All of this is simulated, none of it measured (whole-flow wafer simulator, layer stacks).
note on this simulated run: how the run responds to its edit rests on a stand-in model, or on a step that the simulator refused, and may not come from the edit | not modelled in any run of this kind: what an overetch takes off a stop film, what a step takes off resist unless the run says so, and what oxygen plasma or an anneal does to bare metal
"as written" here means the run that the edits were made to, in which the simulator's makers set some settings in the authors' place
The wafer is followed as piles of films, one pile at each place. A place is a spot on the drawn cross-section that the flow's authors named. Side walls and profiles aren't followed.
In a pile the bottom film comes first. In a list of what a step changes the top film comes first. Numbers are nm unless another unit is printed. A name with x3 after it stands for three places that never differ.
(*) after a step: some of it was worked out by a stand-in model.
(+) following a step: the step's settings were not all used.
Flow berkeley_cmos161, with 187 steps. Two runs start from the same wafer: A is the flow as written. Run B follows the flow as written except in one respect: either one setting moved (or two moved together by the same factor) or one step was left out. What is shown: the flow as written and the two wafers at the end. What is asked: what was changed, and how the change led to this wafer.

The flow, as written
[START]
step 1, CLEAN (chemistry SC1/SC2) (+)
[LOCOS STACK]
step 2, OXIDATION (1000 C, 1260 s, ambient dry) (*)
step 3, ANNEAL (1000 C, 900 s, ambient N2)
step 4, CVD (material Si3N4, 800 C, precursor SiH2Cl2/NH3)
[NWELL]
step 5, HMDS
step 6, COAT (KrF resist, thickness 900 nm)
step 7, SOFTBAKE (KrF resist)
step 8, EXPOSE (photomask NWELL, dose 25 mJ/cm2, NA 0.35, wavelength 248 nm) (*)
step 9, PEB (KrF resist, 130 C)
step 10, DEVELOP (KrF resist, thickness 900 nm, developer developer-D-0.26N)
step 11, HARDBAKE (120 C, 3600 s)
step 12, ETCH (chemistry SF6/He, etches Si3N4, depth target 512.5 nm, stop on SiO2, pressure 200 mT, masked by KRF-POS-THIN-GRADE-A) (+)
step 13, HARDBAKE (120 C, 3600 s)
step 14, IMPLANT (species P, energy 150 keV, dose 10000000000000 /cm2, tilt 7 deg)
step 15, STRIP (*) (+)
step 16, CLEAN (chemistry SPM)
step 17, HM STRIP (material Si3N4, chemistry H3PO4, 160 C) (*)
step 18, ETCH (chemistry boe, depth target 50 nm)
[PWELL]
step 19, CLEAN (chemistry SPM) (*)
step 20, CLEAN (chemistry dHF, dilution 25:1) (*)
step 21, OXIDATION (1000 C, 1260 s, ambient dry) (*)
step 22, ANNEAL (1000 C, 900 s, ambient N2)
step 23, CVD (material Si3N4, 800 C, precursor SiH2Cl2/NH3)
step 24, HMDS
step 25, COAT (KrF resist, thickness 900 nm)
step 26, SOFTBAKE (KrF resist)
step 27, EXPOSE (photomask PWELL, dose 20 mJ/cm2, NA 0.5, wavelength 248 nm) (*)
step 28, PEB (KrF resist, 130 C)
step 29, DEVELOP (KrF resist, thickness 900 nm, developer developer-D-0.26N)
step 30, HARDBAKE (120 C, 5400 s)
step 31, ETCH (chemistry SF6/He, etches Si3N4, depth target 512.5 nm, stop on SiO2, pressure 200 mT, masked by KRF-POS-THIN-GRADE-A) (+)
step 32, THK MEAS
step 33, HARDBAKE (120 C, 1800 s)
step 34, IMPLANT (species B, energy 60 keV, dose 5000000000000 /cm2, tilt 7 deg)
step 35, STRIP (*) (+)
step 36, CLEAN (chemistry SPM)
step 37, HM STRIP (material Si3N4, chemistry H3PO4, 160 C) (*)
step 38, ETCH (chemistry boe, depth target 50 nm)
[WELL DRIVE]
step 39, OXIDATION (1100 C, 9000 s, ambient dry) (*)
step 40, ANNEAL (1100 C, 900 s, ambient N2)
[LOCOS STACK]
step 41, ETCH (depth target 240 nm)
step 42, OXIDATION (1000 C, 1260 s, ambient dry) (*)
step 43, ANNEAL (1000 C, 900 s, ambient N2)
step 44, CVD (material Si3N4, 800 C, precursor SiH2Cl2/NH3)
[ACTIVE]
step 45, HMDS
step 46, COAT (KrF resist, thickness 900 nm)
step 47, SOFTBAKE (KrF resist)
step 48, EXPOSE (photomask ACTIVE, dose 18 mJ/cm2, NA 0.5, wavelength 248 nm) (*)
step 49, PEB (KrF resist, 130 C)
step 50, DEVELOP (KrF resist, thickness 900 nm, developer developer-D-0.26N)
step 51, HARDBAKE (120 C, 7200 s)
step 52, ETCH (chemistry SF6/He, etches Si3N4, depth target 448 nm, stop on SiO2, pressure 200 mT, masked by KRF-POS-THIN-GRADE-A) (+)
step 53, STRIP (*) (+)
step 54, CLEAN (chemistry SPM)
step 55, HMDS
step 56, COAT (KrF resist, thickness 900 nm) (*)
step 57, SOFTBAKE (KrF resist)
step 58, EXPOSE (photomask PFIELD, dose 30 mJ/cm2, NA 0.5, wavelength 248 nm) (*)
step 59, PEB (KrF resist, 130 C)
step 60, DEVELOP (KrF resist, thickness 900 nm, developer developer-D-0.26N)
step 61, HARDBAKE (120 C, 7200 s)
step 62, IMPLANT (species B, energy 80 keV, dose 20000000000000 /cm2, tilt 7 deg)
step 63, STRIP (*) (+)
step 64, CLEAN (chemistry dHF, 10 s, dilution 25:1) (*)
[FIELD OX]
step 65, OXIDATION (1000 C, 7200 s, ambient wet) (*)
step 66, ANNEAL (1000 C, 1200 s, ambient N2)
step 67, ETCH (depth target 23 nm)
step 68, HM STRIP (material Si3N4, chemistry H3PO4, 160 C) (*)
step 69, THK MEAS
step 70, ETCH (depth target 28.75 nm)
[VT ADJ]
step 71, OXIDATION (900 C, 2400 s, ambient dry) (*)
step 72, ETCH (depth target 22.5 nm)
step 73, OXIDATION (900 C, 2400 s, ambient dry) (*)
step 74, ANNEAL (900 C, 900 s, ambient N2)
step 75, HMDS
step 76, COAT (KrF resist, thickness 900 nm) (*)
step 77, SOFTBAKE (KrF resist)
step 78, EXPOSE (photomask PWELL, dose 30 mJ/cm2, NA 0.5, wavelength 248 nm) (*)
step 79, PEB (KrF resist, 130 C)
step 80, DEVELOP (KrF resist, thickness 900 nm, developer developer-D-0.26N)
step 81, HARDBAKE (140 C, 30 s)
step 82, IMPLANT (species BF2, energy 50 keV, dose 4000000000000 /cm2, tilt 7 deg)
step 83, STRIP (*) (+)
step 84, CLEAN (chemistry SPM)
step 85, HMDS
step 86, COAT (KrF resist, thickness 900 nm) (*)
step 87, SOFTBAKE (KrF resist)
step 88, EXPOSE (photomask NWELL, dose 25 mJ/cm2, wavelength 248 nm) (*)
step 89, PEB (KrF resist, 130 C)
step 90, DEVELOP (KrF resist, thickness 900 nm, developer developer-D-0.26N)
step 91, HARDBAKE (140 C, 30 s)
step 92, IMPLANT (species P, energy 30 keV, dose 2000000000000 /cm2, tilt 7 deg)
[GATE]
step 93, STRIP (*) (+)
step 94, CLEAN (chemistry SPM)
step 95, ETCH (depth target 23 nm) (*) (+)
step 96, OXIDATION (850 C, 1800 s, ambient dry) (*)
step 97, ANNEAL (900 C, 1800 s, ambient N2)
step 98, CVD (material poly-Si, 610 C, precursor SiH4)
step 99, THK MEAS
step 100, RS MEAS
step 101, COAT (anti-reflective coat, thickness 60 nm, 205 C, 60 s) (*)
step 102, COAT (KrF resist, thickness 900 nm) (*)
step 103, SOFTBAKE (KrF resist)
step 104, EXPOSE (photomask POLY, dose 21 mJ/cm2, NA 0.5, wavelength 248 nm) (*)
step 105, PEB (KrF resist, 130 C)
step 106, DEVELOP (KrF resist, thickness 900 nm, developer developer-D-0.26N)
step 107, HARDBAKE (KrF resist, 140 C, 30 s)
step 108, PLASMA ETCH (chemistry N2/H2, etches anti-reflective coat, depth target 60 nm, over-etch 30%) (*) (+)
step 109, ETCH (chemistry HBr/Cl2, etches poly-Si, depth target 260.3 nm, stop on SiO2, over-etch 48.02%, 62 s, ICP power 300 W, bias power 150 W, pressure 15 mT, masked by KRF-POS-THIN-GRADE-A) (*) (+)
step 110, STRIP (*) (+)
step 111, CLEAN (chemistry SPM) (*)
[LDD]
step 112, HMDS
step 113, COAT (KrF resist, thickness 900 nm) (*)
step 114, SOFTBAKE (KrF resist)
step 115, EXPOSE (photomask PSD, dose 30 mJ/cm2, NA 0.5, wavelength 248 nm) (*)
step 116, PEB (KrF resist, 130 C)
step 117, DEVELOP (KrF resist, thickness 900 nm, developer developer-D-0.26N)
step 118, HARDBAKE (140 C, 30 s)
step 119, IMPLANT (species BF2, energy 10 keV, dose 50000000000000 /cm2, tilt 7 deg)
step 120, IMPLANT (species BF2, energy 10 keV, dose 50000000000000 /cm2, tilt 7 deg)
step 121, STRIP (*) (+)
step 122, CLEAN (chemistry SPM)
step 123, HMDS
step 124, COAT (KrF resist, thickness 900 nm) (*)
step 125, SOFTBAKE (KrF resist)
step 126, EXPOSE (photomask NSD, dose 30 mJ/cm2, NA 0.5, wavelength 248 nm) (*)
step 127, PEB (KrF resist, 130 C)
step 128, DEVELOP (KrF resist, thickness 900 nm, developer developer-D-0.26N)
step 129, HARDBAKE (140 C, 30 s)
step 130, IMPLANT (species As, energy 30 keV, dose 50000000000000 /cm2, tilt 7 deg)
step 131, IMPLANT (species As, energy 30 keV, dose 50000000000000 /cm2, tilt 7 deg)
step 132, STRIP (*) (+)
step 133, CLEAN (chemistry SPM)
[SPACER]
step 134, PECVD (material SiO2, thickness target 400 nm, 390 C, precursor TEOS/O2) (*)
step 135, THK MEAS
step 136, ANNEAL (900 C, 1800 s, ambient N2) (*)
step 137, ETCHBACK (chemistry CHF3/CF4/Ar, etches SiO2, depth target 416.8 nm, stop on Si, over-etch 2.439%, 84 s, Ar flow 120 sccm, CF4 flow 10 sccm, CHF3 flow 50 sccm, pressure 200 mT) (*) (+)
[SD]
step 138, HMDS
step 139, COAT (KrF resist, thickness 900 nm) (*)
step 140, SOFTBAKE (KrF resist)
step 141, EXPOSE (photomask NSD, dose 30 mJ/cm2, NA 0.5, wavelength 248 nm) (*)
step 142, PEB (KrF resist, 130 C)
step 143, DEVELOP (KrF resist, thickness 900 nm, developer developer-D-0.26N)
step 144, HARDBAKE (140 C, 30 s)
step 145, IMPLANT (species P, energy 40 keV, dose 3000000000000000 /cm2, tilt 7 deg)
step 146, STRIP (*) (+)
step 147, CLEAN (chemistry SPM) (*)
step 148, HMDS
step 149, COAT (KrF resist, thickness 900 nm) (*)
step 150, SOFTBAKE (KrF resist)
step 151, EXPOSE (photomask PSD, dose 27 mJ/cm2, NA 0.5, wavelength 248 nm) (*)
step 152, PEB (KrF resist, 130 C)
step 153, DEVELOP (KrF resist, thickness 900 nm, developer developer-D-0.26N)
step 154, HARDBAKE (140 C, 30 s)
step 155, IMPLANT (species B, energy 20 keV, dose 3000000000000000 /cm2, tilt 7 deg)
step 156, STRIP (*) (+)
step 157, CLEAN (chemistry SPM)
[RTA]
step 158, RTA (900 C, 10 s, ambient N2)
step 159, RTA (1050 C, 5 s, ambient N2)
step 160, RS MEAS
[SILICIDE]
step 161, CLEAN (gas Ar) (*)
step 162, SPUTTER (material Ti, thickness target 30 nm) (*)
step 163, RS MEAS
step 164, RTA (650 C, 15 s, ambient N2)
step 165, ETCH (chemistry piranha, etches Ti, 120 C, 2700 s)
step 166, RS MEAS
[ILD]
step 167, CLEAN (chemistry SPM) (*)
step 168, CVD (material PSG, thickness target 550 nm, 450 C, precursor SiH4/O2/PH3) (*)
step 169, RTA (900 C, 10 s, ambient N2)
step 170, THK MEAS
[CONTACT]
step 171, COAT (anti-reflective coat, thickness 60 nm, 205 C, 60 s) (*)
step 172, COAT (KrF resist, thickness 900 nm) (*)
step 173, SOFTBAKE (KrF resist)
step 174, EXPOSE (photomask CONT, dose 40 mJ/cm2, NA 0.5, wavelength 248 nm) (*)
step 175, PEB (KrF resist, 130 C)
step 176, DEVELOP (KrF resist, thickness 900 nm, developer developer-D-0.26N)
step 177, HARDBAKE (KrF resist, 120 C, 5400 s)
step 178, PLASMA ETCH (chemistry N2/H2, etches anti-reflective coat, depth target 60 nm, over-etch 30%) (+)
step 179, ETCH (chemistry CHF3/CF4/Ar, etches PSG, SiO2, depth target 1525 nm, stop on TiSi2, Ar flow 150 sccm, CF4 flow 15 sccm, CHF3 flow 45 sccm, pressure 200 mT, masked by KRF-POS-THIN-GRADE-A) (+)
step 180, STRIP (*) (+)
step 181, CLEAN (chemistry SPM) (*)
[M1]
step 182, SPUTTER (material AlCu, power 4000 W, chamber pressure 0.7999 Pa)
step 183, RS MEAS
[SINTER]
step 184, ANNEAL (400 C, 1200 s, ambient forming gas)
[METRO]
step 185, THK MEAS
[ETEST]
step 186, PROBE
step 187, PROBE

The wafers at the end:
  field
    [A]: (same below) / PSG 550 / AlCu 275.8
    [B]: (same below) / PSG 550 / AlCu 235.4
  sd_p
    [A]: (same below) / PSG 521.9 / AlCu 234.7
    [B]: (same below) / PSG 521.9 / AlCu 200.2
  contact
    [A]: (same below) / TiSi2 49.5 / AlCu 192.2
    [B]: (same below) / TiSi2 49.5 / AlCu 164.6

What caused this: step 182, SPUTTER: power 3397 W was run, whereas the flow has power 4000 W.

Step by step, how the change led to this:
  step 182, SPUTTER (material AlCu, power 4000 W, chamber pressure 0.7999 Pa)
      field, sd_n, spacer_n, gate_n, spacer_p, gate_p, m1: A +275.8 AlCu (new film) | B +235.4 AlCu (new film)
      sd_p: A +234.7 AlCu (new film) | B +200.2 AlCu (new film)
      (and at 1 other place as well)
